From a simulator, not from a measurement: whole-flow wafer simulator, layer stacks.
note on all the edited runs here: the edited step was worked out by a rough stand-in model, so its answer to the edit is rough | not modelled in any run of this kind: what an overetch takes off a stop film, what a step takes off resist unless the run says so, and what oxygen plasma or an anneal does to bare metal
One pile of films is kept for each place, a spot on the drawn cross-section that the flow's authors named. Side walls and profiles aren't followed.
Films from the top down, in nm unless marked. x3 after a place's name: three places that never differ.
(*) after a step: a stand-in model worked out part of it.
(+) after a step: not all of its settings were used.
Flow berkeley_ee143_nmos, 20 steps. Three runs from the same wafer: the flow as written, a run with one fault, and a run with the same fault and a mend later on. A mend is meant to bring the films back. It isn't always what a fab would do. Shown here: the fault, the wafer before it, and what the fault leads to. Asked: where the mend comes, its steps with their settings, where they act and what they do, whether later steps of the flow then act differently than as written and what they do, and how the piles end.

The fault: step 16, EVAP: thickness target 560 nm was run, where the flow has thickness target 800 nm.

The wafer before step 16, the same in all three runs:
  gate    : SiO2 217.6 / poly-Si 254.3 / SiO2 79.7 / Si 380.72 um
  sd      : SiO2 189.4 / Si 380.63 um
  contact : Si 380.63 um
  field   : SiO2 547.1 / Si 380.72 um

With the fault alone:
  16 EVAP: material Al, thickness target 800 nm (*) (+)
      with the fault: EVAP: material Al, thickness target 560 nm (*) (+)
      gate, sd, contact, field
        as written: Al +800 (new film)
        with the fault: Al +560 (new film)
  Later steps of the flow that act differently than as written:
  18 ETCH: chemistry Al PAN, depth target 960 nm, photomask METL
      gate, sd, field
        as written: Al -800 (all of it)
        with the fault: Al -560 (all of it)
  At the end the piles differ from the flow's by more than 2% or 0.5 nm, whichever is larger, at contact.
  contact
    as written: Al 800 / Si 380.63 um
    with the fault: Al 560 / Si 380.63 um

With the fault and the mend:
  The mend comes after step 16.
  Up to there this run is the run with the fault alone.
  16a EVAP: material Al, thickness target 240 nm (*) (+) (the flow's step 16 once more, with other settings)
      gate, sd, contact, field
        Al +240
  No later step of the flow acts differently than as written at any place that is followed.
  At the end the piles are the same as the flow's at every place that both follow.
